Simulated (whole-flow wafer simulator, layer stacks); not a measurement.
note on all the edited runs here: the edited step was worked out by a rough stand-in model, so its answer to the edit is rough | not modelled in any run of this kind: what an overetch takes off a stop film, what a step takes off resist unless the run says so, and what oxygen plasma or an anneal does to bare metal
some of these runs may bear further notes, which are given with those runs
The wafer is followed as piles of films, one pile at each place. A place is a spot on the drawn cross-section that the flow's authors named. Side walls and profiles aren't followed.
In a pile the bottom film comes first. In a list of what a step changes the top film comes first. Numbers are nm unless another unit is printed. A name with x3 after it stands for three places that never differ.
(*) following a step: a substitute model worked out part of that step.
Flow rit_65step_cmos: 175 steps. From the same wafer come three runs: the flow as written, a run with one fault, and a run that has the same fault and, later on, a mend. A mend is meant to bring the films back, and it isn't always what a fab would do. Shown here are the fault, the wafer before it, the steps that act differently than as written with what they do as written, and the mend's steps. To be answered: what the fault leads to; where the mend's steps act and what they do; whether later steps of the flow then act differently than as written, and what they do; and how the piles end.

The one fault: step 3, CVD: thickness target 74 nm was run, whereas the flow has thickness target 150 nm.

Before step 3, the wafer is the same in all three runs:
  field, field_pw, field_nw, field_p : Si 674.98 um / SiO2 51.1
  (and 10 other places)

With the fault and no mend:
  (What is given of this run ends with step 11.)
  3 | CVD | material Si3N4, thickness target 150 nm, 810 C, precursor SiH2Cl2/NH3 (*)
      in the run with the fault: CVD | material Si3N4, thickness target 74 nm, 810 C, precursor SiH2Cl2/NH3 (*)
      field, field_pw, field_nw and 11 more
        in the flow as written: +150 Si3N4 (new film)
        in the run with the fault: +74 Si3N4 (new film)
  Every later step of the flow up to step 11 that is run acts as written at every place that is followed.
  Once step 11 is done, the piles at field, field_pw, field_nw and 11 more depart from the flow's by more than 2% or 0.5 nm, whichever is larger.
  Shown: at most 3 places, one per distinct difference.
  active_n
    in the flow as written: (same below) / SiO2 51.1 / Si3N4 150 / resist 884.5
    in the run with the fault: (same below) / SiO2 51.1 / Si3N4 74 / resist 884.5
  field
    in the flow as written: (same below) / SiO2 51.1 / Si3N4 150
    in the run with the fault: (same below) / SiO2 51.1 / Si3N4 74

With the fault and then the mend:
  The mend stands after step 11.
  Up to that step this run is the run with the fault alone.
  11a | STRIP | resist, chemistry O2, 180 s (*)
      active_n, active_p, gate_n and 7 more
        -884.5 resist (all of it)
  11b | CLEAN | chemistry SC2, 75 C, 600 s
      leaves every film unchanged at each place that is followed
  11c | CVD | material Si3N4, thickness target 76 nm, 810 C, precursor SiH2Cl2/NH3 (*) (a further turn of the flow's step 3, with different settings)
      field, field_pw, field_nw and 11 more
        +76 Si3N4
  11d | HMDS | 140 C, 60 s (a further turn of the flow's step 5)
      leaves every film unchanged at each place that is followed
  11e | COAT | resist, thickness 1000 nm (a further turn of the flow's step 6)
      field, field_pw, field_nw and 11 more
        +1000 resist (new film)
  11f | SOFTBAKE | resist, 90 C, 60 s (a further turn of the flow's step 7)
      leaves every film unchanged at each place that is followed
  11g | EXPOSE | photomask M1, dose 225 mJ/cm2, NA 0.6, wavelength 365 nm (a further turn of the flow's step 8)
      leaves every film unchanged at each place that is followed
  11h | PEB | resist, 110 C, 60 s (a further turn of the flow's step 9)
      field, field_pw, field_nw and 11 more
        -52 resist
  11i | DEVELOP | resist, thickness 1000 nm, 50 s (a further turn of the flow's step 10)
      field, field_pw, field_nw, field_p
        -948 resist (all of it)
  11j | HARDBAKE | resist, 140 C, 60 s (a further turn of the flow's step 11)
      active_n, active_p, gate_n and 7 more
        -63.5 resist
  Every later step of the flow that is run acts as written at every place that is followed.
  By the end, the piles equal the flow's at every place that both follow.
